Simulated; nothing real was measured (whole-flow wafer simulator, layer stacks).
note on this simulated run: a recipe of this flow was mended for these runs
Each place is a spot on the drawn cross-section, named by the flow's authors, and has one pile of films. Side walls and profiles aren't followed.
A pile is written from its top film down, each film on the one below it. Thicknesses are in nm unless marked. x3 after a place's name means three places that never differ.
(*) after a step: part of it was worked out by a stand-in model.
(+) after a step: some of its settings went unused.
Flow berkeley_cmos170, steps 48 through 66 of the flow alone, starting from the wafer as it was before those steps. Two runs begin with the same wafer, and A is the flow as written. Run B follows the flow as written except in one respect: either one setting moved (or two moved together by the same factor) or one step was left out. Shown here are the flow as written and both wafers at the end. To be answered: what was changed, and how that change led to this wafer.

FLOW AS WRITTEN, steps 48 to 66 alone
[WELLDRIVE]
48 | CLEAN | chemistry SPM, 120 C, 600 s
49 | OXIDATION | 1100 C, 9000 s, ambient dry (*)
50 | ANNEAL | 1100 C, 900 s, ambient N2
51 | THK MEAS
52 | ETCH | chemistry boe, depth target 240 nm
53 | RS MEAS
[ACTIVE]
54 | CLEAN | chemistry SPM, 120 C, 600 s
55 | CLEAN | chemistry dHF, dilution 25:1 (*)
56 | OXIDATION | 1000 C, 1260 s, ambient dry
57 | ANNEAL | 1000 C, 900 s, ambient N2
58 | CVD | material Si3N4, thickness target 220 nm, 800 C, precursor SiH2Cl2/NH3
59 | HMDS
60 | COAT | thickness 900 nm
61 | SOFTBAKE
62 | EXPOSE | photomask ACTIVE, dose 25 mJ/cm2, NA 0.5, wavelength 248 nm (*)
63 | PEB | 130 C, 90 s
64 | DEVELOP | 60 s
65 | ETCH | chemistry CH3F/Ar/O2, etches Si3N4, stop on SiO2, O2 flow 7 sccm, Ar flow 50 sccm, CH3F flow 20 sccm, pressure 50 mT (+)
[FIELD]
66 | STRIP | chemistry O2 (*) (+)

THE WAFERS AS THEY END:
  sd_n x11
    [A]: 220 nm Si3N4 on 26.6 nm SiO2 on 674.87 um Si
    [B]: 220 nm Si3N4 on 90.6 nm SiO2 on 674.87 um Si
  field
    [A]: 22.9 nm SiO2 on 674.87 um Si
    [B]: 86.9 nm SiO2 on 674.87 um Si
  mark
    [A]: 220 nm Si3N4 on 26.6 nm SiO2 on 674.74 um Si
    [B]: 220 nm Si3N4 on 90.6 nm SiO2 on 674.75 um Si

The reason: step 52, ETCH: depth target 120 nm was run, though the flow has depth target 240 nm.

How this came from the change, step by step:
  52 | ETCH | chemistry boe, depth target 240 nm
      field, mark, sd_n x11: A -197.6 SiO2 (all of it) | B -120 SiO2
  54 | CLEAN | chemistry SPM, 120 C, 600 s
      field, mark, sd_n x11: A +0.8 chemical SiO2 (new film), -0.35 Si | B nothing
  55 | CLEAN | chemistry dHF, dilution 25:1 (*)
      field, mark, sd_n x11: A -0.8 chemical SiO2 (all of it) | B nothing
  56 | OXIDATION | 1000 C, 1260 s, ambient dry
      field, mark, sd_n x11: A +26.6 SiO2 (new film), -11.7 Si | B +12.9 SiO2, -5.68 Si
